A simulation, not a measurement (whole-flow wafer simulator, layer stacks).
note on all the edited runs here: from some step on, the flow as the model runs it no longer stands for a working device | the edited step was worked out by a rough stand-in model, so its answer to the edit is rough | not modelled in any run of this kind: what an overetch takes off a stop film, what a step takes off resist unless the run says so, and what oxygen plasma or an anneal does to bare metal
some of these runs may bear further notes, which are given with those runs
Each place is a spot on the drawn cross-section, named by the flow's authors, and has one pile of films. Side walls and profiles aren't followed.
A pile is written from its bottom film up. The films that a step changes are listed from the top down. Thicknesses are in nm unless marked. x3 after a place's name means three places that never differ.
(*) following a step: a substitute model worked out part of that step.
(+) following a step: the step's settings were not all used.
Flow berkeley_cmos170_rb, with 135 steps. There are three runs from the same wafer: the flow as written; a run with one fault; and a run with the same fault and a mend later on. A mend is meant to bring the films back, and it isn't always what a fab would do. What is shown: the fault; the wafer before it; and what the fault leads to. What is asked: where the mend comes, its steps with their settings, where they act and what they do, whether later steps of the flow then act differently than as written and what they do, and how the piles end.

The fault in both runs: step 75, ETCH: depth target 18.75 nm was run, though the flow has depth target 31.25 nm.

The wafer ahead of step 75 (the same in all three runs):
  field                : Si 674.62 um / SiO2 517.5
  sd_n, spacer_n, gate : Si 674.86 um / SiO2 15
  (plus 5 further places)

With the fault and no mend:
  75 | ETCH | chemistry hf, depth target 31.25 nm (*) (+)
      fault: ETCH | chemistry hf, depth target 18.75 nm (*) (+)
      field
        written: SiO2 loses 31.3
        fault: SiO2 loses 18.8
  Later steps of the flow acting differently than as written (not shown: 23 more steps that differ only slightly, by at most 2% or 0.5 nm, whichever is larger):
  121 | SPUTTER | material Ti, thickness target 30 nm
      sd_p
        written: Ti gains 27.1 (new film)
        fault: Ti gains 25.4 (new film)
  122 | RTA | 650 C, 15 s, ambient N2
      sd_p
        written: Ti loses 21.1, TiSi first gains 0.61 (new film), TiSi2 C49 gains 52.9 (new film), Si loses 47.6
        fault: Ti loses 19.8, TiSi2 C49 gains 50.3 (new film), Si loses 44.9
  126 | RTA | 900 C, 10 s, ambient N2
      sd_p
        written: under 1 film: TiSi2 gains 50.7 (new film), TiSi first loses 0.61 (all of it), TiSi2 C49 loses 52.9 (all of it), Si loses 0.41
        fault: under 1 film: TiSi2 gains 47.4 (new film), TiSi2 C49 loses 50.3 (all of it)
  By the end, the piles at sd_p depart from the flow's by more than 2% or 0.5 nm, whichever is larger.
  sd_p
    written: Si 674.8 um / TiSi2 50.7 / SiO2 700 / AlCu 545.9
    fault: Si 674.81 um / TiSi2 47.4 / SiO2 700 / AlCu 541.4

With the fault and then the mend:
  The mend stands after step 75.
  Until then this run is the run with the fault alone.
  75a | ETCH | chemistry hf, depth target 12.5 nm (*) (+) (the flow's step 75 again, with other settings)
      field
        SiO2 loses 12.5
  Every later step of the flow that is run acts as written, at every place that is followed, to within 2% or 0.5 nm, whichever is larger.
  The piles end the same as the flow's at every place that both follow.
